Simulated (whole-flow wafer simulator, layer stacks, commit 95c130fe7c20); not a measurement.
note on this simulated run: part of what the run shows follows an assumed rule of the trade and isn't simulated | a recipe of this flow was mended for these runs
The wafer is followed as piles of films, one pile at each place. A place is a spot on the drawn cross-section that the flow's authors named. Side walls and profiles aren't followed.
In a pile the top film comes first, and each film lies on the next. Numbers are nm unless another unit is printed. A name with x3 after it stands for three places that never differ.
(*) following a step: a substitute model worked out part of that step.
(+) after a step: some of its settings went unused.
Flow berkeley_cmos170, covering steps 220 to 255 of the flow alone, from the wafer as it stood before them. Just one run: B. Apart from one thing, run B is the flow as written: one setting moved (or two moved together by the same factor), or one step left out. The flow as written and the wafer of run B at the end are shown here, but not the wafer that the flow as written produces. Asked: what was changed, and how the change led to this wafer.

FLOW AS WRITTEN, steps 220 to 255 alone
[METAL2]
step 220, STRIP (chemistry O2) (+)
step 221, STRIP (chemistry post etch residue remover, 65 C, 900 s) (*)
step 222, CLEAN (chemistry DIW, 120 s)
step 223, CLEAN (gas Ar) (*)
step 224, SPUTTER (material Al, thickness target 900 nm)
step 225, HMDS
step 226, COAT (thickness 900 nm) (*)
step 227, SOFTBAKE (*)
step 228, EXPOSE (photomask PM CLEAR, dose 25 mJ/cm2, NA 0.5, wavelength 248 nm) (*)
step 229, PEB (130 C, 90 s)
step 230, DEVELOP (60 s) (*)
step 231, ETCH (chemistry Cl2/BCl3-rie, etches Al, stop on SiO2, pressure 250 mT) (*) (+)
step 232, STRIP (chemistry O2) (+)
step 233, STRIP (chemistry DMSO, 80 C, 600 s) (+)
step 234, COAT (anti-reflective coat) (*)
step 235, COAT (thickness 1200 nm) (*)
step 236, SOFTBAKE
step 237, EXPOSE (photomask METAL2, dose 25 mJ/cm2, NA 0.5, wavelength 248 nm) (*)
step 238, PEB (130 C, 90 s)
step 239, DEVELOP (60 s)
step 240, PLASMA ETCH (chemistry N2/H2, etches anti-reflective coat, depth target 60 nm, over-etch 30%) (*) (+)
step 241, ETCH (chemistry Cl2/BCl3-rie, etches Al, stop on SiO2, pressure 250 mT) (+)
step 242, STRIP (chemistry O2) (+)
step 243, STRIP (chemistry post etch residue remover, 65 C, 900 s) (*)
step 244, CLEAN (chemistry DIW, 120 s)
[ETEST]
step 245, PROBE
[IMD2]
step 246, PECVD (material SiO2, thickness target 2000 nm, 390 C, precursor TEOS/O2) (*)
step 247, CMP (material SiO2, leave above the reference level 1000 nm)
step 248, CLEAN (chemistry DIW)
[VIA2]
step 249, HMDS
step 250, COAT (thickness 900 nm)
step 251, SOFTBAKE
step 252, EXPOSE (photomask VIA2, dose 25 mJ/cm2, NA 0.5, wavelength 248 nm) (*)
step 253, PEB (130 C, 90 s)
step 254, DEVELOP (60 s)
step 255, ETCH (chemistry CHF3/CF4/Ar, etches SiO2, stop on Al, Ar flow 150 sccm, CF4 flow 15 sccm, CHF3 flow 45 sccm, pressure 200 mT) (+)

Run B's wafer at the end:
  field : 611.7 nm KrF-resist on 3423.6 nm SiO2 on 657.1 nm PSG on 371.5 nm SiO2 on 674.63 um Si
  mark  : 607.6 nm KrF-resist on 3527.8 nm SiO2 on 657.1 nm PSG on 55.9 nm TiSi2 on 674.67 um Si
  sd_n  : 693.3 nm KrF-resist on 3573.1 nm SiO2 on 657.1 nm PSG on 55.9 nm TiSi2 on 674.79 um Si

What caused this: step 224, SPUTTER: thickness target 1170 nm was run, though the flow has thickness target 900 nm.

Step by step, how the change led to this:
  step 224, SPUTTER (material Al, thickness target 900 nm)
      field, mark, sd_n and 9 more: +1170 Al (new film) (in the flow as written it would be: +900 Al (new film))
      via1: +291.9 Al (in the flow as written it would be: +259.4 Al)
  step 226, COAT (thickness 900 nm) (*)
      via1: +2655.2 KrF-resist (new film) (in the flow as written it would be: +2428.6 KrF-resist (new film))
  step 229, PEB (130 C, 90 s)
      via1: -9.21 KrF-resist (in the flow as written it would be: -7.55 KrF-resist)
  step 231, ETCH (chemistry Cl2/BCl3-rie, etches Al, stop on SiO2, pressure 250 mT) (*) (+)
      field, sd_n, spacer_n and 9 more: -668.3 KrF-resist (in the flow as written it would be: -533.3 KrF-resist)
      mark: -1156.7 Al (all of it), -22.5 SiO2 (in the flow as written it would be: -886.7 Al (all of it), -22.5 SiO2)
  step 232, STRIP (chemistry O2) (+)
      field, gate_n: -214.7 KrF-resist (all of it) (in the flow as written it would be: -349.7 KrF-resist (all of it))
      spacer_p, gate_p: -214.4 KrF-resist (all of it) (in the flow as written it would be: -349.4 KrF-resist (all of it))
      (and at 8 other places as well)
  step 234, COAT (anti-reflective coat) (*)
      via1: +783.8 anti-reflective coat (new film) (in the flow as written it would be: +671.1 anti-reflective coat (new film))
  step 235, COAT (thickness 1200 nm) (*)
      m1: +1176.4 KrF-resist (new film) (in the flow as written it would be: +1209.1 KrF-resist (new film))
      via1: +2270.4 KrF-resist (new film) (in the flow as written it would be: +2189 KrF-resist (new film))
  step 238, PEB (130 C, 90 s)
      via1: -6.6 KrF-resist (in the flow as written it would be: -6.08 KrF-resist)
  step 241, ETCH (chemistry Cl2/BCl3-rie, etches Al, stop on SiO2, pressure 250 mT) (+)
      field, sd_n, spacer_n, gate_n, sd_p, spacer_p, gate_p: -1170 Al (all of it), -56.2 SiO2 (in the flow as written it would be: -900 Al (all of it), -56.2 SiO2)
      contact, m1, via1, m2, via2: -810 KrF-resist (in the flow as written it would be: -675 KrF-resist)
      (and at 1 other place as well)
  step 242, STRIP (chemistry O2) (+)
      contact: -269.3 KrF-resist (all of it), -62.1 anti-reflective coat (all of it) (in the flow as written it would be: -412 KrF-resist (all of it), -62.1 anti-reflective coat (all of it))
      m1: -265.6 KrF-resist (all of it), -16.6 anti-reflective coat (all of it) (in the flow as written it would be: -433.1 KrF-resist (all of it), -16.6 anti-reflective coat (all of it))
      (and at 3 other places as well)
  step 246, PECVD (material SiO2, thickness target 2000 nm, 390 C, precursor TEOS/O2) (*)
      via1: +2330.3 SiO2 (new film), +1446 void (new film), +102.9 SiO2 (new film) (in the flow as written it would be: +3103.6 SiO2 (new film), +387 void (new film), +151 SiO2 (new film))
  step 247, CMP (material SiO2, leave above the reference level 1000 nm)
      field, sd_n, spacer_n, gate_n, sd_p, spacer_p, gate_p: nothing (in the flow as written it would be: -46.6 SiO2)
  step 250, COAT (thickness 900 nm)
      sd_n: +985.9 KrF-resist (new film) (in the flow as written it would be: +900 KrF-resist (new film))
      contact: +813 KrF-resist (new film) (in the flow as written it would be: +900 KrF-resist (new film))
      (and at 4 other places as well)
  step 254, DEVELOP (60 s)
      via2: -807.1 KrF-resist (all of it) (in the flow as written it would be: -898 KrF-resist (all of it))
